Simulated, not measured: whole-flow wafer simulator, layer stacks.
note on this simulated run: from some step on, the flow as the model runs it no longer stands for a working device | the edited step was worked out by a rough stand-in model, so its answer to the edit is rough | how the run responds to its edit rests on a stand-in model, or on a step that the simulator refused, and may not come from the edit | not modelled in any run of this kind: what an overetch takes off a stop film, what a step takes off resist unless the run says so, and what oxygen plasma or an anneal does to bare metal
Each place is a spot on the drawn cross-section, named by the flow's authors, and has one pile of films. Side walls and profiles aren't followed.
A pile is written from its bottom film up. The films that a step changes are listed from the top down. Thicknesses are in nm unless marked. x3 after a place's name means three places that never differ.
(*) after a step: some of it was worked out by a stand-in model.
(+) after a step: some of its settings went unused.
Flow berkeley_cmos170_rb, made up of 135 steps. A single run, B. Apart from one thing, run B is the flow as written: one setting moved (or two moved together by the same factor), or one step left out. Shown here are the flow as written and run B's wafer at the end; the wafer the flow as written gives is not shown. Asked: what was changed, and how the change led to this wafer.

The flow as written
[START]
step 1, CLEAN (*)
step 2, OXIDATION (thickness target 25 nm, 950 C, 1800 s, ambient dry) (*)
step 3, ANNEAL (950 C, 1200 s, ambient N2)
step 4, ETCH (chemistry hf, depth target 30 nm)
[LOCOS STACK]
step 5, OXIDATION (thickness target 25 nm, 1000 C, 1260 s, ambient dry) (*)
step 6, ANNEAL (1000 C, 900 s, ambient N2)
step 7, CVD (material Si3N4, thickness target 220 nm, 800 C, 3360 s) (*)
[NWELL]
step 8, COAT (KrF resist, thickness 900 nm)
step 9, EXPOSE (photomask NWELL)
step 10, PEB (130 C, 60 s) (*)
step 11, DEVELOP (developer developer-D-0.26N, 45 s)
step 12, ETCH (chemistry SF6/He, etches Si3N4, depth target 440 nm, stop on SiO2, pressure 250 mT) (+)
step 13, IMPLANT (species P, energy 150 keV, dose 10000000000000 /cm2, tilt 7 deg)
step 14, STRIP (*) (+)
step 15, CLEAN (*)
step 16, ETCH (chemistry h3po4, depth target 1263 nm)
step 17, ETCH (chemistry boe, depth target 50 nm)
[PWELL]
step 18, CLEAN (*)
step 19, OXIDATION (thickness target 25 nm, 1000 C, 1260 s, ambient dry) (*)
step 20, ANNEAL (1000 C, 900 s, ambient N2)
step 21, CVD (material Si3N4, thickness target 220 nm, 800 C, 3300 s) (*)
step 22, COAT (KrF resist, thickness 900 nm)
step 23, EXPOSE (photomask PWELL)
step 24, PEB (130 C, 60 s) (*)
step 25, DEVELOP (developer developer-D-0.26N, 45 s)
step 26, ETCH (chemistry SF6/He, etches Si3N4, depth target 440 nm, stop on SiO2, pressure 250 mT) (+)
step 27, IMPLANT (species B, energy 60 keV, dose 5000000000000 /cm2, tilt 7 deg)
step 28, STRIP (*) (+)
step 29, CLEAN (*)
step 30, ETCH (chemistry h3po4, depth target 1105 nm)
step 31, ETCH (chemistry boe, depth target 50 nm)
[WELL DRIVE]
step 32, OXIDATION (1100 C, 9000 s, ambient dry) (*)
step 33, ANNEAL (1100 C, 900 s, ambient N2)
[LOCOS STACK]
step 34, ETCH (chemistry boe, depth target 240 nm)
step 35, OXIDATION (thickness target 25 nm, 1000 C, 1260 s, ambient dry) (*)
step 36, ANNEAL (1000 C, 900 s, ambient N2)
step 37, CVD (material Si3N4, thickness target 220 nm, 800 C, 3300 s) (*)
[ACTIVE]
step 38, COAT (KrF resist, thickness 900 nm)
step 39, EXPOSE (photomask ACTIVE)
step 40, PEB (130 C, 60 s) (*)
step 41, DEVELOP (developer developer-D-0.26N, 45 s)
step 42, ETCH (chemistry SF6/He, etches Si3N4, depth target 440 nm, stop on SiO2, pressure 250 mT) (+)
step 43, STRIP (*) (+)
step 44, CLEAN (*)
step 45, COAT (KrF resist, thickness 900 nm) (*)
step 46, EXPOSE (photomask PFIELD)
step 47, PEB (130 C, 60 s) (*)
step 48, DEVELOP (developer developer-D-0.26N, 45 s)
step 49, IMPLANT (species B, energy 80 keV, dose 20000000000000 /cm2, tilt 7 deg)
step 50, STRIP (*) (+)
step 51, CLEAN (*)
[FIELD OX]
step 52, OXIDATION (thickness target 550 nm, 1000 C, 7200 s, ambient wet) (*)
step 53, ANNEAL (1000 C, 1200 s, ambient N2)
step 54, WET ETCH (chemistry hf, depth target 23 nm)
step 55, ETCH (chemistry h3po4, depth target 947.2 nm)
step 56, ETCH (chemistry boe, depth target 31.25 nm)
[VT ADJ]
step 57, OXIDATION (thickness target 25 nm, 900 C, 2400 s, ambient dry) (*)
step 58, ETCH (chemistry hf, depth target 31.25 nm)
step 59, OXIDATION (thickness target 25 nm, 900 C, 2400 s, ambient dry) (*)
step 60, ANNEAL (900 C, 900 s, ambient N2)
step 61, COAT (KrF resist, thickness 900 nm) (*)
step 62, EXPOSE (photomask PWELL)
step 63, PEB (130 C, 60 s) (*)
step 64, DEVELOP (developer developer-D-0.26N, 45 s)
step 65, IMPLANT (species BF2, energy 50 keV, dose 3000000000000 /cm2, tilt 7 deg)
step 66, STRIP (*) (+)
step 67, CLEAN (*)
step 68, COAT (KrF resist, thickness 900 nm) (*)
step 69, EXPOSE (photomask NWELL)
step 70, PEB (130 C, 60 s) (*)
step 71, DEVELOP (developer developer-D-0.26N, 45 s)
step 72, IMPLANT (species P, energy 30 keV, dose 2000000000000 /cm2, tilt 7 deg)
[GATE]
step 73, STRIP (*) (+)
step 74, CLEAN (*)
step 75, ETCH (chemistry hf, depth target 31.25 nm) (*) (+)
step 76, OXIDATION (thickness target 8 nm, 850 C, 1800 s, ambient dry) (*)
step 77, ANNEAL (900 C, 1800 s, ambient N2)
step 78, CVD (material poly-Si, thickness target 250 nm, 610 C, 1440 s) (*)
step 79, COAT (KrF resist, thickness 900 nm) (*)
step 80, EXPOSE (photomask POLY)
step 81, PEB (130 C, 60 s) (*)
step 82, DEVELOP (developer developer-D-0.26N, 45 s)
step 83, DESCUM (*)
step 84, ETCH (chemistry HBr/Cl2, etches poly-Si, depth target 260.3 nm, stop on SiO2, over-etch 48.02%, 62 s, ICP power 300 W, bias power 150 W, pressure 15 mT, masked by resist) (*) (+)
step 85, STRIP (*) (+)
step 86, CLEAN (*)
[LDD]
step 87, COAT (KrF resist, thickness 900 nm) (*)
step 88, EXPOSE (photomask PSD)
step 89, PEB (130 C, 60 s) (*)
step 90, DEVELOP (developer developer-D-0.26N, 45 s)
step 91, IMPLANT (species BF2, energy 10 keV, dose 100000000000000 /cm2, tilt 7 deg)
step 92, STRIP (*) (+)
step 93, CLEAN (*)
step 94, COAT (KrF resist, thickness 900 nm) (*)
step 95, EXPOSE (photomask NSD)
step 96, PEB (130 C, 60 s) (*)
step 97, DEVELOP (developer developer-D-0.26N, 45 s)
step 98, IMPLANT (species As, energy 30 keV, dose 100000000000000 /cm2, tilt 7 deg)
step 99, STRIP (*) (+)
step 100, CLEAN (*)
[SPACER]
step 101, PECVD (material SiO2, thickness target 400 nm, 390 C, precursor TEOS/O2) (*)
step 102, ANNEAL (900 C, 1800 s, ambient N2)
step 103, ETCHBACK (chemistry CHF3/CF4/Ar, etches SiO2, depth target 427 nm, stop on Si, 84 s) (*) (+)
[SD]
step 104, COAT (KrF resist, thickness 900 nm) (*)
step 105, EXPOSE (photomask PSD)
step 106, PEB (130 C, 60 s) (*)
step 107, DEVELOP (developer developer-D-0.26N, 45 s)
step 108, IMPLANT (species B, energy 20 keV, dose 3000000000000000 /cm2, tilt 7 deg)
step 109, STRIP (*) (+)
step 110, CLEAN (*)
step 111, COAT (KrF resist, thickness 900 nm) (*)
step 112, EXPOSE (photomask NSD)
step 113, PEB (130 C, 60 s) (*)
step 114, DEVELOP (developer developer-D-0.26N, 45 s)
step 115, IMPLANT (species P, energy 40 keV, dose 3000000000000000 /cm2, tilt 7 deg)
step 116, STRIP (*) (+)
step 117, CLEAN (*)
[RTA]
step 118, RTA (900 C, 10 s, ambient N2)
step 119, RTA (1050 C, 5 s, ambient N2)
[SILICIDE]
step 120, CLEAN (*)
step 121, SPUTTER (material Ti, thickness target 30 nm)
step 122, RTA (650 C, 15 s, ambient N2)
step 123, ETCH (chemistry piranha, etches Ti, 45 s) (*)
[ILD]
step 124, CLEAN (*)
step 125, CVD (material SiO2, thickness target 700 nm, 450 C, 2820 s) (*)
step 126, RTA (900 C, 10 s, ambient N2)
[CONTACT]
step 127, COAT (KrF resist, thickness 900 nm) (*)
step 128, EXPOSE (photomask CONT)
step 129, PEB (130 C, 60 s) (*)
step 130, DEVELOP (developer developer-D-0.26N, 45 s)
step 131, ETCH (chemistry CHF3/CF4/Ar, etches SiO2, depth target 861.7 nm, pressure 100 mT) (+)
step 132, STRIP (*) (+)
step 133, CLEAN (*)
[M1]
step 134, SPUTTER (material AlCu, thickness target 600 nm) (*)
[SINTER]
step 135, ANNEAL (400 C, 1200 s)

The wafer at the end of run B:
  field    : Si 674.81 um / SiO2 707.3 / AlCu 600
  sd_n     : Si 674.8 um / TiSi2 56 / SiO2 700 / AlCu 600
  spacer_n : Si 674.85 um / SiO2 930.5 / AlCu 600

Cause: step 52, OXIDATION: 850 C was run, while the flow as written has 1000 C.

Step by step, how the change led to this:
  step 52, OXIDATION (thickness target 550 nm, 1000 C, 7200 s, ambient wet) (*)
      gate: SiO2 gains 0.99 (new film), Si3N4 loses 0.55 (it would be, as written: SiO2 gains 12.9 (new film), Si3N4 loses 7.1, SiO2 gains 0.08, Si loses 0.08)
      spacer_n, spacer_p, gate_p, contact: SiO2 gains 0.99 (new film), Si3N4 loses 0.55 (it would be, as written: SiO2 gains 12.9 (new film), Si3N4 loses 7.1)
      (and at 4 other places as well)
  step 54, WET ETCH (chemistry hf, depth target 23 nm)
      sd_n, spacer_n, gate, sd_p, spacer_p, gate_p, contact, m1: SiO2 loses 0.99 (all of it) (it would be, as written: SiO2 loses 12.9 (all of it))
  step 55, ETCH (chemistry h3po4, depth target 947.2 nm)
      sd_n, spacer_n, gate, sd_p, spacer_p, gate_p, contact, m1: Si3N4 loses 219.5 (all of it) (it would be, as written: Si3N4 loses 212.9 (all of it))
  step 56, ETCH (chemistry boe, depth target 31.25 nm)
      sd_n: SiO2 loses 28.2 (all of it) (it would be, as written: SiO2 loses 28.8 (all of it))
      sd_p: SiO2 loses 27.2 (all of it) (it would be, as written: SiO2 loses 26.6 (all of it))
      (and at 1 other place as well)
  step 57, OXIDATION (thickness target 25 nm, 900 C, 2400 s, ambient dry) (*)
      field: SiO2 gains 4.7, Si loses 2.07 (it would be, as written: SiO2 gains 1.48, Si loses 0.65)
  step 59, OXIDATION (thickness target 25 nm, 900 C, 2400 s, ambient dry) (*)
      field: SiO2 gains 5.37, Si loses 2.36 (it would be, as written: SiO2 gains 1.55, Si loses 0.68)
  step 61, COAT (KrF resist, thickness 900 nm) (*)
      field: KrF resist gains 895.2 (new film) (it would be, as written: KrF resist gains 705.7 (new film))
      sd_n: KrF resist gains 904.1 (new film) (it would be, as written: KrF resist gains 957.5 (new film))
      (and at 7 other places as well)
  step 64, DEVELOP (developer developer-D-0.26N, 45 s)
      field: KrF resist loses 895.2 (all of it) (it would be, as written: KrF resist loses 705.7 (all of it))
      sd_n: KrF resist loses 904.1 (all of it) (it would be, as written: KrF resist loses 957.5 (all of it))
      (and at 3 other places as well)
  step 66, STRIP (*) (+)
      sd_p: KrF resist loses 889 (all of it) (it would be, as written: KrF resist loses 927.7 (all of it))
      spacer_p: KrF resist loses 888.3 (all of it) (it would be, as written: KrF resist loses 911 (all of it))
      (and at 2 other places as well)
  step 68, COAT (KrF resist, thickness 900 nm) (*)
      field: KrF resist gains 895.2 (new film) (it would be, as written: KrF resist gains 705.7 (new film))
      sd_n: KrF resist gains 904.1 (new film) (it would be, as written: KrF resist gains 957.5 (new film))
      (and at 7 other places as well)
  step 71, DEVELOP (developer developer-D-0.26N, 45 s)
      sd_p: KrF resist loses 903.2 (all of it) (it would be, as written: KrF resist loses 941.9 (all of it))
      spacer_p: KrF resist loses 902.5 (all of it) (it would be, as written: KrF resist loses 925.2 (all of it))
      (and at 1 other place as well)
  step 73, STRIP (*) (+)
      field: KrF resist loses 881 (all of it) (it would be, as written: KrF resist loses 691.4 (all of it))
      sd_n: KrF resist loses 889.9 (all of it) (it would be, as written: KrF resist loses 943.2 (all of it))
      (and at 4 other places as well)
  step 76, OXIDATION (thickness target 8 nm, 850 C, 1800 s, ambient dry) (*)
      field: SiO2 gains 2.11, Si loses 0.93 (it would be, as written: SiO2 gains 0.48, Si loses 0.21)
  step 78, CVD (material poly-Si, thickness target 250 nm, 610 C, 1440 s) (*)
      field: poly-Si gains 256 (new film) (it would be, as written: poly-Si gains 250 (new film))
  step 79, COAT (KrF resist, thickness 900 nm) (*)
      spacer_n, spacer_p, gate_p: KrF resist gains 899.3 (new film) (it would be, as written: KrF resist gains 1122.5 (new film))
      field: KrF resist gains 904.3 (new film) (it would be, as written: KrF resist gains 880.6 (new film))
      (and at 3 other places as well)
  step 82, DEVELOP (developer developer-D-0.26N, 45 s)
      spacer_n, spacer_p: KrF resist loses 899.3 (all of it) (it would be, as written: KrF resist loses 1122.5 (all of it))
      field: KrF resist loses 904.3 (all of it) (it would be, as written: KrF resist loses 880.6 (all of it))
      (and at 2 other places as well)
  ... another 23 steps ...
  step 134, SPUTTER (material AlCu, thickness target 600 nm) (*)
      sd_p: AlCu gains 600 (new film) (it would be, as written: AlCu gains 545.9 (new film))
